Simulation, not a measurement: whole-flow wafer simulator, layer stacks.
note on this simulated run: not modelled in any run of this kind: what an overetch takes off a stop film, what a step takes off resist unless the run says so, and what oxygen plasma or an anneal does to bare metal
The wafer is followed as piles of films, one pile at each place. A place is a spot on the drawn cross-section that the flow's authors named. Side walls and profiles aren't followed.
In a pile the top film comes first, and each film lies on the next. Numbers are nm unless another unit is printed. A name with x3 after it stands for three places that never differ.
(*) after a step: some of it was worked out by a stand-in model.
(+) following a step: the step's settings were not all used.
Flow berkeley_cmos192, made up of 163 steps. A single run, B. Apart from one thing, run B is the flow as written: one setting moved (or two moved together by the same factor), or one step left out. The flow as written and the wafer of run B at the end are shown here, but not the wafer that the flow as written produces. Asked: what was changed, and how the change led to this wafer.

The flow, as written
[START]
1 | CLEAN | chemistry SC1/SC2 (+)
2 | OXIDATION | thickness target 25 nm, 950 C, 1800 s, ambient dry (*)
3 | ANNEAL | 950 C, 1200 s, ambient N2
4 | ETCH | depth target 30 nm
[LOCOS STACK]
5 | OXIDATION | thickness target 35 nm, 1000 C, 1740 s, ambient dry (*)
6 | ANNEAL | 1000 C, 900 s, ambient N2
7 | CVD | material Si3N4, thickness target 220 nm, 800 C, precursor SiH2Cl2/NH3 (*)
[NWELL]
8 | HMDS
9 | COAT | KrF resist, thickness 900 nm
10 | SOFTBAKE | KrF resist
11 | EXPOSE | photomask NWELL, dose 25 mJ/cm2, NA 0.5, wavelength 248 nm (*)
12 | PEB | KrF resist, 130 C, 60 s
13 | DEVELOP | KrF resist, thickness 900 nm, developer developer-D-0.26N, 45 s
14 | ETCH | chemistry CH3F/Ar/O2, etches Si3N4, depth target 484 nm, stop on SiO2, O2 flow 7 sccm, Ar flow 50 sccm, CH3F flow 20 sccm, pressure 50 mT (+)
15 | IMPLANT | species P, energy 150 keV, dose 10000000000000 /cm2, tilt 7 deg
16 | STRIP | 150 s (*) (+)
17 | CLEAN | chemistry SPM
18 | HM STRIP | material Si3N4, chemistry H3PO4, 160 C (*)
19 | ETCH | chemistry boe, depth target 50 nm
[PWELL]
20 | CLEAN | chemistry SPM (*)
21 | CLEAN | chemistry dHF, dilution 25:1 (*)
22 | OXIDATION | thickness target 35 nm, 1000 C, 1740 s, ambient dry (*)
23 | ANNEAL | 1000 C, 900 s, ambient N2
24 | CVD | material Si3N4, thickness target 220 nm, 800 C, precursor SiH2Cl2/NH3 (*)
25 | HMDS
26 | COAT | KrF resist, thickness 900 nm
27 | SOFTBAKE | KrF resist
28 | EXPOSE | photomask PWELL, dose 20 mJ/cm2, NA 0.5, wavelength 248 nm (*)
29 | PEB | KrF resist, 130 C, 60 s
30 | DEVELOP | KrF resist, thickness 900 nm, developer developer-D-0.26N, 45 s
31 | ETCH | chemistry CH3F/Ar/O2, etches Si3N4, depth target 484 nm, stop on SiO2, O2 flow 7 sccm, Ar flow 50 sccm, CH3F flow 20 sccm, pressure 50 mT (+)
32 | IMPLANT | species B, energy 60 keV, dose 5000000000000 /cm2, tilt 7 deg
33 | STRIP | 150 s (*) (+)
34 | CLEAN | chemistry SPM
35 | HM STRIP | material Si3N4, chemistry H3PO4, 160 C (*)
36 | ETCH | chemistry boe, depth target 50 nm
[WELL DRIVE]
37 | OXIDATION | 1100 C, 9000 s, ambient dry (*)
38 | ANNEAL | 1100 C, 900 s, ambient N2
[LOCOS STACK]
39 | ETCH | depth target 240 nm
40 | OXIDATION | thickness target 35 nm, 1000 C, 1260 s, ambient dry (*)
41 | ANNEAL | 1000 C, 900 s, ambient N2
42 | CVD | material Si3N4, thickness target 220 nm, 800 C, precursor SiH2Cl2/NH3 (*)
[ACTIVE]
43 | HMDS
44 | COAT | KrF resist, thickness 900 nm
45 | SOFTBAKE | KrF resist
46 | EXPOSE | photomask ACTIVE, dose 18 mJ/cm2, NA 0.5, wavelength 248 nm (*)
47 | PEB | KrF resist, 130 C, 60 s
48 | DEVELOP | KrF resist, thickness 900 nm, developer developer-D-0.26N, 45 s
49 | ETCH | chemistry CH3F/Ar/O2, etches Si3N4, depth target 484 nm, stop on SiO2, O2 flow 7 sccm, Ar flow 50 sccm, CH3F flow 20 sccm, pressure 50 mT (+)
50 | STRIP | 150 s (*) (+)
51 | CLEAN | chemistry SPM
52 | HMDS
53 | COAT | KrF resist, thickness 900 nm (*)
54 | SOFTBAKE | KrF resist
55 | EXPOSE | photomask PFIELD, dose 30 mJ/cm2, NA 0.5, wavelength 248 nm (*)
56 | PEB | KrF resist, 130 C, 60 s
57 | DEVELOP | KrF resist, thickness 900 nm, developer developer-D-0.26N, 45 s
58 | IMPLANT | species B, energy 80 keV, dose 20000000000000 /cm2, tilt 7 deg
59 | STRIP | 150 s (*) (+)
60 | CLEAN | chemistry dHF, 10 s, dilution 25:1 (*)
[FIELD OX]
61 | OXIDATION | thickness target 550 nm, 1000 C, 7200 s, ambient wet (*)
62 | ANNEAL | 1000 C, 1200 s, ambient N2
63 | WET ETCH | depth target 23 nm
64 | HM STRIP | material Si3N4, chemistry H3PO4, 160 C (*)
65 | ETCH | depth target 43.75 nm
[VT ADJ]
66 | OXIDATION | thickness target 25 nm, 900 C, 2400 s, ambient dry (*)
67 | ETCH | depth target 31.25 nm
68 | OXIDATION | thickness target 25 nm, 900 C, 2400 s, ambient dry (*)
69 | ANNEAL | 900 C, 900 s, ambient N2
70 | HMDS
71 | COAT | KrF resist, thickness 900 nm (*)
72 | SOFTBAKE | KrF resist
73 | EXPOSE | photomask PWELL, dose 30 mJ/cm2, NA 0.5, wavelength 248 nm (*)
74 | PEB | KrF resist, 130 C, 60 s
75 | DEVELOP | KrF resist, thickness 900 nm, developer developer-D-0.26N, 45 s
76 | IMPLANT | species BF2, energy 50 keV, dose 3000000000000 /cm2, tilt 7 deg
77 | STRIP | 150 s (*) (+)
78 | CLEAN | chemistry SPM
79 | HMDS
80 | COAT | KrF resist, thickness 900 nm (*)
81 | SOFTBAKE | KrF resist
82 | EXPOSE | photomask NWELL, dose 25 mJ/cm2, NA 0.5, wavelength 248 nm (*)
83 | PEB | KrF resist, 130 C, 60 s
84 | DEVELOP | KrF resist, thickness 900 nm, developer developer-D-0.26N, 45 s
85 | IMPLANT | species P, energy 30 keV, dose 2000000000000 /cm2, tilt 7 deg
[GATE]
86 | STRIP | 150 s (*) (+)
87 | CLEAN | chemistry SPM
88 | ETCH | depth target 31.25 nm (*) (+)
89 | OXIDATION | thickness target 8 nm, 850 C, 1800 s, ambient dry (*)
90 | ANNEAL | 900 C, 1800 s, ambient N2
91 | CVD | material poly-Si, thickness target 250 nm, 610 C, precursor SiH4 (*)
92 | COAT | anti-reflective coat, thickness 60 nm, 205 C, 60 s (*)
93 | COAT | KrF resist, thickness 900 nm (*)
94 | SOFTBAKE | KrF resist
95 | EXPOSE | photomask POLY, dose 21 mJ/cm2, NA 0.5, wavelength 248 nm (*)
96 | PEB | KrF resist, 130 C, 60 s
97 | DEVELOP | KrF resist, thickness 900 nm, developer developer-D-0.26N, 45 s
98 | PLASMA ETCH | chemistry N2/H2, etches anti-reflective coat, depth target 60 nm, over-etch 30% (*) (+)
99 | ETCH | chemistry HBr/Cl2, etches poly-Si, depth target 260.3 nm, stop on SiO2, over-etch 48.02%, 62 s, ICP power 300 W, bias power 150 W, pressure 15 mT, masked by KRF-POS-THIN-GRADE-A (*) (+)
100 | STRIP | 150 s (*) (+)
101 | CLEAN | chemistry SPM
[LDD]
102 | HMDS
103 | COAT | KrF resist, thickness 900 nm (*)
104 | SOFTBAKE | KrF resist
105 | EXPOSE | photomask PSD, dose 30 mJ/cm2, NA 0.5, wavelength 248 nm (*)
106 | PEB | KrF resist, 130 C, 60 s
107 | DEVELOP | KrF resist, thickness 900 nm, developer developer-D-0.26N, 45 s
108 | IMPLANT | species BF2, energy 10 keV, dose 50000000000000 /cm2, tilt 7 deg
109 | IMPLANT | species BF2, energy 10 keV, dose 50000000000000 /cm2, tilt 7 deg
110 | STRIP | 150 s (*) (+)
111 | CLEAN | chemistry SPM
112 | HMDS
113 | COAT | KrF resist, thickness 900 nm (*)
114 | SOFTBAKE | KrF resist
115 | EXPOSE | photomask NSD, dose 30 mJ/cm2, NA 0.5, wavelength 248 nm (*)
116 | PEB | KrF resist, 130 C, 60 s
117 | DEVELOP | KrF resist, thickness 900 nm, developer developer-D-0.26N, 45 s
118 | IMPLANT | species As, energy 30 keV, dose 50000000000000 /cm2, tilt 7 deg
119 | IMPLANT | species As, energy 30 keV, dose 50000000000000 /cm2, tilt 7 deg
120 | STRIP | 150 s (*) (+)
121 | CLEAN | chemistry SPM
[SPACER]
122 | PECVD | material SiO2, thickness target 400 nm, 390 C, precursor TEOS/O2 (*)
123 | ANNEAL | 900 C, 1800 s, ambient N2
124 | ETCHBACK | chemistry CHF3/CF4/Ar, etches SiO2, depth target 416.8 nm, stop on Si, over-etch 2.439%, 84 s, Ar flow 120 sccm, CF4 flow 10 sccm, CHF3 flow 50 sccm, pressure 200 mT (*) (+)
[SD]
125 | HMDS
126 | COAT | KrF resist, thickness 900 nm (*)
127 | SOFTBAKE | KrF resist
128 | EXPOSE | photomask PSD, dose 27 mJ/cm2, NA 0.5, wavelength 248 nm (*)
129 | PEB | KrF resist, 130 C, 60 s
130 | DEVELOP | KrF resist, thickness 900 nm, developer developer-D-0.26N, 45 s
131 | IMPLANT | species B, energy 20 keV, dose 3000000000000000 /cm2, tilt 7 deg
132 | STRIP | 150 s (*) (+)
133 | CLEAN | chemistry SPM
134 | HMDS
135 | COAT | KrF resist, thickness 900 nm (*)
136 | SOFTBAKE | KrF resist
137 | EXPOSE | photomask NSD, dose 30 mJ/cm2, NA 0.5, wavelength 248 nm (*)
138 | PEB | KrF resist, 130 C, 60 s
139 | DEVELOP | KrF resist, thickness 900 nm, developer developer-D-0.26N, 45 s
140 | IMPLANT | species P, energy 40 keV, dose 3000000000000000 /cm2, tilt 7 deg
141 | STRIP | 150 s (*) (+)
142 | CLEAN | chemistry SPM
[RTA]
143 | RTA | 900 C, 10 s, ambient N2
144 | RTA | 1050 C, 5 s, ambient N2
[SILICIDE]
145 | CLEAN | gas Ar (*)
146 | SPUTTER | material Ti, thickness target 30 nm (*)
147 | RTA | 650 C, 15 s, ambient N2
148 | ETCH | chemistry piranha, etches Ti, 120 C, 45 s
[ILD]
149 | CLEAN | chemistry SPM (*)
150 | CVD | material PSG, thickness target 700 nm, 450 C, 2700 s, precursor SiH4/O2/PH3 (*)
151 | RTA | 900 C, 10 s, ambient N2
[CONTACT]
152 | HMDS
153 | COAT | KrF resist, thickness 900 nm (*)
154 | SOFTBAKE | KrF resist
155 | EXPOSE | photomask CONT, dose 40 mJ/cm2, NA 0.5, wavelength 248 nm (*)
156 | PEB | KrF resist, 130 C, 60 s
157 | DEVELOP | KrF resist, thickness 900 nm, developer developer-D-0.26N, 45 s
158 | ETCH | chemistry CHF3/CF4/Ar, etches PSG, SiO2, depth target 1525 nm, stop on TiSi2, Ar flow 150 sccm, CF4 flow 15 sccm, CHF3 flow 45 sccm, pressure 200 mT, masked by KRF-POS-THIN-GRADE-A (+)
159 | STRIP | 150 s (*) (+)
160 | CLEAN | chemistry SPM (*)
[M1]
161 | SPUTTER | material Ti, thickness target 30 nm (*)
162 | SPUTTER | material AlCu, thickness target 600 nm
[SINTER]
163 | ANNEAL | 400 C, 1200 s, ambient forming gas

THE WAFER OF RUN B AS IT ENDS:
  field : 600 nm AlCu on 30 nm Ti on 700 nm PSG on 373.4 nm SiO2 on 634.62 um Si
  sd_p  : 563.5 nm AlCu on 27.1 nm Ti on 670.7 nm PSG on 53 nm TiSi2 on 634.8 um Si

The reason: step 44, COAT: thickness 1350 nm was run, while the flow as written has thickness 900 nm; step 65, ETCH: depth target 65.62 nm was run, where the flow has depth target 43.75 nm.

How this came from the change, step by step:
  44 | COAT | KrF resist, thickness 900 nm
      field, sd_n, spacer_n and 6 more: KrF resist gains 1350 (new film) (it would be, as written: KrF resist gains 900 (new film))
  47 | PEB | KrF resist, 130 C, 60 s
      field, sd_n, spacer_n and 6 more: KrF resist loses 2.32 (it would be, as written: KrF resist loses 1.43)
  48 | DEVELOP | KrF resist, thickness 900 nm, developer developer-D-0.26N, 45 s
      field: KrF resist loses 1347.7 (all of it) (it would be, as written: KrF resist loses 898.6 (all of it))
  50 | STRIP | 150 s (*) (+)
      sd_n, spacer_n, gate, sd_p, spacer_p, gate_p, contact, m1: KrF resist loses 1172.1 (all of it) (it would be, as written: KrF resist loses 723 (all of it))
  65 | ETCH | depth target 43.75 nm
      field: SiO2 loses 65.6 (it would be, as written: SiO2 loses 43.8)
  92 | COAT | anti-reflective coat, thickness 60 nm, 205 C, 60 s (*)
      sd_n: anti-reflective coat gains 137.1 (new film) (it would be, as written: anti-reflective coat gains 152.4 (new film))
      spacer_n: anti-reflective coat gains 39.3 (new film) (it would be, as written: anti-reflective coat gains 33.8 (new film))
      (and at 6 other places as well)
  98 | PLASMA ETCH | chemistry N2/H2, etches anti-reflective coat, depth target 60 nm, over-etch 30% (*) (+)
      field: anti-reflective coat loses 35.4 (all of it), poly-Si loses 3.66 (it would be, as written: anti-reflective coat loses 35.3 (all of it), poly-Si loses 4.18)
      sd_n: anti-reflective coat loses 137.1 (all of it), poly-Si loses 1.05 (it would be, as written: anti-reflective coat loses 152.4 (all of it), poly-Si loses 1.17)
      (and at 5 other places as well)
  100 | STRIP | 150 s (*) (+)
      gate: chemical SiO2 gains 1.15 (new film), KrF resist loses 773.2 (all of it), anti-reflective coat loses 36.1 (all of it), poly-Si loses 0.51 (it would be, as written: chemical SiO2 gains 1.15 (new film), KrF resist loses 791.8 (all of it), anti-reflective coat loses 30 (all of it), poly-Si loses 0.51)
      gate_p: chemical SiO2 gains 1.15 (new film), KrF resist loses 752.4 (all of it), anti-reflective coat loses 35.7 (all of it), poly-Si loses 0.51 (it would be, as written: chemical SiO2 gains 1.15 (new film), KrF resist loses 765.1 (all of it), anti-reflective coat loses 31 (all of it), poly-Si loses 0.51)
  147 | RTA | 650 C, 15 s, ambient N2
      sd_p: Ti loses 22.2, TiSi first gains 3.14 (new film), TiSi2 C49 gains 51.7 (new film), Si loses 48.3 (it would be, as written: Ti loses 21.9, TiSi first gains 2.35 (new film), TiSi2 C49 gains 52.1 (new film), Si loses 48.1)
  151 | RTA | 900 C, 10 s, ambient N2
      sd_p: under 1 film: TiSi2 gains 53 (new film), TiSi first loses 3.04 (all of it), TiSi2 C49 loses 51.7 (all of it), Si loses 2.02 (it would be, as written: under 1 film: TiSi2 gains 52.2 (new film), TiSi first loses 2.25 (all of it), TiSi2 C49 loses 52.1 (all of it), Si loses 1.5)
  162 | SPUTTER | material AlCu, thickness target 600 nm
      sd_p: AlCu gains 563.5 (new film) (it would be, as written: AlCu gains 551.2 (new film))
